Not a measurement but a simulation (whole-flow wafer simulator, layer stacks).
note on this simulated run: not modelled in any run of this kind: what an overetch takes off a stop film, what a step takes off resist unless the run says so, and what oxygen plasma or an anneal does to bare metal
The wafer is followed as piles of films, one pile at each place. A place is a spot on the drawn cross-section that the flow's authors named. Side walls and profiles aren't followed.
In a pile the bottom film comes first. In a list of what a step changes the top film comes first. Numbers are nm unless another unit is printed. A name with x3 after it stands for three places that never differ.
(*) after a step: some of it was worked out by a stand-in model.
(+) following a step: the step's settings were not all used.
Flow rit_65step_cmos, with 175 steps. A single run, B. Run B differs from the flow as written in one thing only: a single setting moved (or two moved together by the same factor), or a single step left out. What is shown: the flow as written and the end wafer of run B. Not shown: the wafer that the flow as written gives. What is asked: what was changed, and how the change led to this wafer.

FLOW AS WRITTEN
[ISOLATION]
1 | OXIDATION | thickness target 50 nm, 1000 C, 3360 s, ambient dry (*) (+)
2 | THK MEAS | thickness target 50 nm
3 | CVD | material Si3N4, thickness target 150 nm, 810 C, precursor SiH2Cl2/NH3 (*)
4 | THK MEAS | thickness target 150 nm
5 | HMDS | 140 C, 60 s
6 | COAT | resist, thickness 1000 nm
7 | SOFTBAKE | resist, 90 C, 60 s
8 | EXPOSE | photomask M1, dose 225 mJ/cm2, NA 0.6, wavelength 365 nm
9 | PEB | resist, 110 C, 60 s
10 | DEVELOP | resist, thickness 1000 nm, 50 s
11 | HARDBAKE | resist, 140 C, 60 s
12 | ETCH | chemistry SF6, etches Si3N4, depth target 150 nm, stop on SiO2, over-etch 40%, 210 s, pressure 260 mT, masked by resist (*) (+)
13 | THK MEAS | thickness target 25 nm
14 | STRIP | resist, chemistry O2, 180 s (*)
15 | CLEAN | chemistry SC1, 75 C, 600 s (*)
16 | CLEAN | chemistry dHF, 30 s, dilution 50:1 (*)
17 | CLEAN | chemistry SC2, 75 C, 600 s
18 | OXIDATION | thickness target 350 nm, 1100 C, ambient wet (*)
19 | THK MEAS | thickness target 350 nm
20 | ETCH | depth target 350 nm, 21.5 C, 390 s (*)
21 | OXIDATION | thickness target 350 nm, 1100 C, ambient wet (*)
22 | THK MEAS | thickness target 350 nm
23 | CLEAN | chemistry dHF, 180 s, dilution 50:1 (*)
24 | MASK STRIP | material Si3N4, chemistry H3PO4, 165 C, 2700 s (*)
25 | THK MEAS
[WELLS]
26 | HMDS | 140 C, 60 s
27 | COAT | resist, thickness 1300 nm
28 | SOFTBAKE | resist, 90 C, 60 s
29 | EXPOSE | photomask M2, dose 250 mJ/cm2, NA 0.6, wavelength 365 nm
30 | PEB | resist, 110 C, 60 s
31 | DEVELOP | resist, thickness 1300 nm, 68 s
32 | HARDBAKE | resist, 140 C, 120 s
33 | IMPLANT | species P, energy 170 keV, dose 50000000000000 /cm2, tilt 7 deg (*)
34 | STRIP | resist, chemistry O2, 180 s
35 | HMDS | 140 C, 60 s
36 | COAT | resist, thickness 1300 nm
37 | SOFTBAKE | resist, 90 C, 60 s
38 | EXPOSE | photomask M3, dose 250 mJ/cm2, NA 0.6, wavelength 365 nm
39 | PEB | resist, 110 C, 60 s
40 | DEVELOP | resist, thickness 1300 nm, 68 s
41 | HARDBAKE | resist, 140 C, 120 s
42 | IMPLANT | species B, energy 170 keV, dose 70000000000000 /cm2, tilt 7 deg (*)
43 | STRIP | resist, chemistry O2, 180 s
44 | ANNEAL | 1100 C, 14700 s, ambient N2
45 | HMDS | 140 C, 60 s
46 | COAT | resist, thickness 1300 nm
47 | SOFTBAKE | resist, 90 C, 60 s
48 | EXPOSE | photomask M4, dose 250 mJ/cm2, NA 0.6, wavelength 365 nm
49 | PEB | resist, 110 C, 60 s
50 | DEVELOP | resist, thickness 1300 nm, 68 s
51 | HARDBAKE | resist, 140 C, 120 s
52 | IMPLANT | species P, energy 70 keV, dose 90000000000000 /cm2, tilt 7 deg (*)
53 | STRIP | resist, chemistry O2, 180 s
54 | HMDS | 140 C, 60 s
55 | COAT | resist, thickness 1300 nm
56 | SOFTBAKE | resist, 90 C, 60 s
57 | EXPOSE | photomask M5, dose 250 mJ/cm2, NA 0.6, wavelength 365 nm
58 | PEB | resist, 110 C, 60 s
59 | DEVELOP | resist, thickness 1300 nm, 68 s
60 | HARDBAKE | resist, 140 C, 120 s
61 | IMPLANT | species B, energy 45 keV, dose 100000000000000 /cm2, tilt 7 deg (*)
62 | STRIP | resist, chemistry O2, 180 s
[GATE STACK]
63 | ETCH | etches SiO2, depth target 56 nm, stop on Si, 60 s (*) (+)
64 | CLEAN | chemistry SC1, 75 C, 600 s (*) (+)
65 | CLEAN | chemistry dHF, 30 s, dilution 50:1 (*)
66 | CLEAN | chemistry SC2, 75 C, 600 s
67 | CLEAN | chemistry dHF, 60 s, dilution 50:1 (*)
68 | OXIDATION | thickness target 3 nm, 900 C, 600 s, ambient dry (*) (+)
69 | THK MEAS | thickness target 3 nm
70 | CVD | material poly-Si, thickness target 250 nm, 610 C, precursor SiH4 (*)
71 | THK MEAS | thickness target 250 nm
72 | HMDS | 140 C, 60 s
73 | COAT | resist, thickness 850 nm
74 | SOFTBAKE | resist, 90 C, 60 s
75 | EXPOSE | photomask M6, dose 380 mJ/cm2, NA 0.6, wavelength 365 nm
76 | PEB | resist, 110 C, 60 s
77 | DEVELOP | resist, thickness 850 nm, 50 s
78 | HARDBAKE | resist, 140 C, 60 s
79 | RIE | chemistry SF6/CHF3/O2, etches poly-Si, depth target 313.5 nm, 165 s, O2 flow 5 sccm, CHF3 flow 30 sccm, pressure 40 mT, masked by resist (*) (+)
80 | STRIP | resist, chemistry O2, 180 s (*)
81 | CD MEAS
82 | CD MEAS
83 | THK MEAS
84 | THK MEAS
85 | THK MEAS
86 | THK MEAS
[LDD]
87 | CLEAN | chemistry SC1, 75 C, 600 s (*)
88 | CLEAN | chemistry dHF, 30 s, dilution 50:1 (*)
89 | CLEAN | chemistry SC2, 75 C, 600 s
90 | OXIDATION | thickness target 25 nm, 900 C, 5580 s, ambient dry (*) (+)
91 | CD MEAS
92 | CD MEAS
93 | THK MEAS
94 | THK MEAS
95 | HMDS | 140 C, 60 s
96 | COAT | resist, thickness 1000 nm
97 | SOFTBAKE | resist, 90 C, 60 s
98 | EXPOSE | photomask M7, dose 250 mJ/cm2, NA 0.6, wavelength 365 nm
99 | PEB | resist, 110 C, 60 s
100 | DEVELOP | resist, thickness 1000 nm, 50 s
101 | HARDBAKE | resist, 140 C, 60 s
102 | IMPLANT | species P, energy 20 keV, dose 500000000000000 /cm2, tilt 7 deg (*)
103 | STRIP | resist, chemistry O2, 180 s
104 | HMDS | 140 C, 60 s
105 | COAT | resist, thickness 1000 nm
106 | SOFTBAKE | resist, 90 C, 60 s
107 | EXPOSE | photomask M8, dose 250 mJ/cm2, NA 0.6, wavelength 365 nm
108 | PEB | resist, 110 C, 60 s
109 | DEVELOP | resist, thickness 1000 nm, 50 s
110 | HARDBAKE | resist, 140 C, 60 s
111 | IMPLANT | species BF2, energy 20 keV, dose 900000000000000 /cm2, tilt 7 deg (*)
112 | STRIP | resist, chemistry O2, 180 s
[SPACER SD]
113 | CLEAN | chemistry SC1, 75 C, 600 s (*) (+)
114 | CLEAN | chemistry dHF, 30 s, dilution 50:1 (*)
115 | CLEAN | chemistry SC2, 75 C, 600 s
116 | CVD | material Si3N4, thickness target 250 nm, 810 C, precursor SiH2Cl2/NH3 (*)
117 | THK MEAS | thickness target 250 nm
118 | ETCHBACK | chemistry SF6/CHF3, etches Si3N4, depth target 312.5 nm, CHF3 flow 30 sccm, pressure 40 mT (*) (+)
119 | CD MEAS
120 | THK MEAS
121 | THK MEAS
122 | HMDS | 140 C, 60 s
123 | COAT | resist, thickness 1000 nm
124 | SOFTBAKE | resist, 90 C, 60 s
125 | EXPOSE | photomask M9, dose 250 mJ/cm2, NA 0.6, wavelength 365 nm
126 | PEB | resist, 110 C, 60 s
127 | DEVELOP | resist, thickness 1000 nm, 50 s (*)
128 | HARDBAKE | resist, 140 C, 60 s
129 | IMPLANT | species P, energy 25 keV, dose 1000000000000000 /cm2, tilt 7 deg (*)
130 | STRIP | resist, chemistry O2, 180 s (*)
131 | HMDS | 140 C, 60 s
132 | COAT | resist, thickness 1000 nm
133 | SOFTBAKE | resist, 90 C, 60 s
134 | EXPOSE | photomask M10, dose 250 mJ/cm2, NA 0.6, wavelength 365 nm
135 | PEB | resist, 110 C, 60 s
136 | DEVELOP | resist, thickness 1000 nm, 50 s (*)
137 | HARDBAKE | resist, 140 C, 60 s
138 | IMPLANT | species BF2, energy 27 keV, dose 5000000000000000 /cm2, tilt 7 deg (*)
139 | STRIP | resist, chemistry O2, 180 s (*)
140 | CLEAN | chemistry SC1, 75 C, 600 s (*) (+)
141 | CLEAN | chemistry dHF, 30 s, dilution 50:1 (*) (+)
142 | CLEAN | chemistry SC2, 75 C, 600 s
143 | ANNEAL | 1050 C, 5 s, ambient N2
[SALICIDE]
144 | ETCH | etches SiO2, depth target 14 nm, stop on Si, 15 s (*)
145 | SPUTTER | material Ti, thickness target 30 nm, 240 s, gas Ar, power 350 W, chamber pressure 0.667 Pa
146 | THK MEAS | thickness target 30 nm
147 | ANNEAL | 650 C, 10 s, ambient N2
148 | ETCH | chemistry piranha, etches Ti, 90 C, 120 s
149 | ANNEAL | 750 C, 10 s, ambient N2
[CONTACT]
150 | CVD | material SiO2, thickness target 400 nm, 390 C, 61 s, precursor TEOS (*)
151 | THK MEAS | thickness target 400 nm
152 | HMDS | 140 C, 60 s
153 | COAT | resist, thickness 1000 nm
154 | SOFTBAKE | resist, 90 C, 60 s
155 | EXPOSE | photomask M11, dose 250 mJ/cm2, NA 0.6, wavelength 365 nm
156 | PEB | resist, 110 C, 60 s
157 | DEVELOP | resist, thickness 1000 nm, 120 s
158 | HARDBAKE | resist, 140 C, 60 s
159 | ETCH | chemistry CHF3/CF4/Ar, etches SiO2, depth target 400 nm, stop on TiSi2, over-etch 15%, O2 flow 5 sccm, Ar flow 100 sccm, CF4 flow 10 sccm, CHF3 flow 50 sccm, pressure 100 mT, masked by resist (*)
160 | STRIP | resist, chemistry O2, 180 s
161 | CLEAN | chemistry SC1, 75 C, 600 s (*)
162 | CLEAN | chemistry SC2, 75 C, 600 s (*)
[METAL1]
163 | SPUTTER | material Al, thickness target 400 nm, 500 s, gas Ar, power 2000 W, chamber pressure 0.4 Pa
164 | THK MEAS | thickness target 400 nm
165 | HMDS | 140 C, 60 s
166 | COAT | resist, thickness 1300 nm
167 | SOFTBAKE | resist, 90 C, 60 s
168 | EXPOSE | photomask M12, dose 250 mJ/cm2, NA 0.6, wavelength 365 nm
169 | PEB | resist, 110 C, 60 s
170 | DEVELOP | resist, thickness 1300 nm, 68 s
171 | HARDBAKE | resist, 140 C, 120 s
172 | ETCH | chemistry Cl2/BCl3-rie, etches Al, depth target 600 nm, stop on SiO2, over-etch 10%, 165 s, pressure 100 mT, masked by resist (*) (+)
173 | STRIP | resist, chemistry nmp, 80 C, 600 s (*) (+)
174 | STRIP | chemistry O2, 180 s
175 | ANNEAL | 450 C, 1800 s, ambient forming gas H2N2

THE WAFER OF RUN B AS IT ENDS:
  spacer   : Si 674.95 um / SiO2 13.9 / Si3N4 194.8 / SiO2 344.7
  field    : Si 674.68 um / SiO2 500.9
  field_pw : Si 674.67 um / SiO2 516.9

The reason: step 163, SPUTTER: thickness target 250 nm was run, though the flow has thickness target 400 nm; step 163, SPUTTER: 312 s was run, where the flow has 500 s.

How this came from the change, step by step:
  163 | SPUTTER | material Al, thickness target 400 nm, 500 s, gas Ar, power 2000 W, chamber pressure 0.4 Pa
      field, field_p, spacer, spacer_p: Al gains 250 (new film) (in the flow as written it would be: Al gains 400 (new film))
      gate_n, gate_p: Al gains 250 (new film) (in the flow as written it would be: Al gains 396 (new film))
      (also at 2 further places)
  172 | ETCH | chemistry Cl2/BCl3-rie, etches Al, depth target 600 nm, stop on SiO2, over-etch 10%, 165 s, pressure 100 mT, masked by resist (*) (+)
      field, spacer, spacer_p: Al loses 250 (all of it), SiO2 loses 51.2 (in the flow as written it would be: Al loses 400 (all of it), SiO2 loses 32.5)
      gate_n, gate_p: Al loses 250 (all of it), SiO2 loses 51.2 (in the flow as written it would be: Al loses 396 (all of it), SiO2 loses 33)
      (also at 3 further places)
